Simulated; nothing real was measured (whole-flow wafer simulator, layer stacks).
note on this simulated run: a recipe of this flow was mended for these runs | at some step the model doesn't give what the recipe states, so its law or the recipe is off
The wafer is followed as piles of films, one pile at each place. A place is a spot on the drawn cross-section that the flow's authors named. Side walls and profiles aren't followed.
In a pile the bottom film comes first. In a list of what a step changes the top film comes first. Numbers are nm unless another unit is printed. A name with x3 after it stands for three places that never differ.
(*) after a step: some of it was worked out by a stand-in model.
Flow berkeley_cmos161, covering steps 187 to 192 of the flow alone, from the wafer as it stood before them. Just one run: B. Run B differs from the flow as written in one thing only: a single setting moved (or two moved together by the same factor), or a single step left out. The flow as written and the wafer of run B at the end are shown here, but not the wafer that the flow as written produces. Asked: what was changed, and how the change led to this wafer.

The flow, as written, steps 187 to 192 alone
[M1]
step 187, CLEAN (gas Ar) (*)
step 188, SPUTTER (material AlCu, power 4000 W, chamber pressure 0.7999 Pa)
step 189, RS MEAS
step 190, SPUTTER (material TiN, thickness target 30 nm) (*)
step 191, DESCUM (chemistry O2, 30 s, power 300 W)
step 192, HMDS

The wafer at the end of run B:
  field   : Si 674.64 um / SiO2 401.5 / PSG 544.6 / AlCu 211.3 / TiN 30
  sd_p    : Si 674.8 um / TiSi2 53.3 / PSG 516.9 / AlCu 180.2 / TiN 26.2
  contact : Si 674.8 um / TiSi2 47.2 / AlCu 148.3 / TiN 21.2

What caused this: step 188, SPUTTER: power 3040 W was run, while the flow as written has power 4000 W.

How this came from the change, step by step:
  step 188, SPUTTER (material AlCu, power 4000 W, chamber pressure 0.7999 Pa)
      field, sd_n, spacer_n, gate_n, spacer_p, gate_p, m1: +211.3 AlCu (new film) (it would be, as written: +275.8 AlCu (new film))
      sd_p: +180.2 AlCu (new film) (it would be, as written: +235.4 AlCu (new film))
      (and at 1 other place as well)
  step 190, SPUTTER (material TiN, thickness target 30 nm) (*)
      contact: +21.2 TiN (new film) (it would be, as written: +20.6 TiN (new film))
